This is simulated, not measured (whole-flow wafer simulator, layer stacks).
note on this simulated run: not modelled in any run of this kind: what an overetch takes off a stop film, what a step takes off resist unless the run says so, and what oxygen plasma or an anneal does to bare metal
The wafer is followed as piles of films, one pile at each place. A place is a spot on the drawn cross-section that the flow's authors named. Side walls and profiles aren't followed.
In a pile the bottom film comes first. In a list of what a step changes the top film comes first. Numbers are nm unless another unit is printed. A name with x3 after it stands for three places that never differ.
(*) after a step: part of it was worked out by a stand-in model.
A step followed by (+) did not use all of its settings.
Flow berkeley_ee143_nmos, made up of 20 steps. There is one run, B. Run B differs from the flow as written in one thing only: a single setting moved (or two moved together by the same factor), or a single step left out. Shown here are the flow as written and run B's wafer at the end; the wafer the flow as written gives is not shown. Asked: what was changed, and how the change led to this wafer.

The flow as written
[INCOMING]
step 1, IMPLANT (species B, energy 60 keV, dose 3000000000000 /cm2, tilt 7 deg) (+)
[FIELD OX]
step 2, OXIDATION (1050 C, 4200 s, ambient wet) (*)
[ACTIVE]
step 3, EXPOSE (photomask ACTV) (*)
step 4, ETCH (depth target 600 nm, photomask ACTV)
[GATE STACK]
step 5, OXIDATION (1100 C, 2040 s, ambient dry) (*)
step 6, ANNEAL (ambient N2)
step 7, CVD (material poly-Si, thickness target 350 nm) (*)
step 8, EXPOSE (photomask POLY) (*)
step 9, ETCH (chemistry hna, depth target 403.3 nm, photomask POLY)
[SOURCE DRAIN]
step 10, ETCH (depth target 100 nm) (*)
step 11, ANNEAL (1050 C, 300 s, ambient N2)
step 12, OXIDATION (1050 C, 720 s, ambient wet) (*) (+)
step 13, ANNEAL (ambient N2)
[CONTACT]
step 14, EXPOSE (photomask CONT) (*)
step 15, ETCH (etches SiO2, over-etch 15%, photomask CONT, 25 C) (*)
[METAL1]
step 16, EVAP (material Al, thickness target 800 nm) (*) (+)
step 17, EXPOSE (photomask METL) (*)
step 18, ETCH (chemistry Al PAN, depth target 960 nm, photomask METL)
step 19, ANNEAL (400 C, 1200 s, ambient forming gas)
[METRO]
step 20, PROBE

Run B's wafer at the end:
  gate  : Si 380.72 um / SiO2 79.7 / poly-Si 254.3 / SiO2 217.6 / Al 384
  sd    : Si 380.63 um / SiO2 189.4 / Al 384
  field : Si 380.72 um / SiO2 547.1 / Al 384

What caused this: step 18, ETCH: depth target 416 nm was run, whereas the flow has depth target 960 nm.

Step by step, how the change led to this:
  step 18, ETCH (chemistry Al PAN, depth target 960 nm, photomask METL)
      gate, sd, field: -416 Al (as written it would have been: -800 Al (all of it))
Taking metal films that touch as one body, gate has 1 body; the flow as written gives 0 bodies.
Taking metal films that touch as one body, sd has 1 body; the flow as written gives 0 bodies.
Taking metal films that touch as one body, field has 1 body; the flow as written gives 0 bodies.
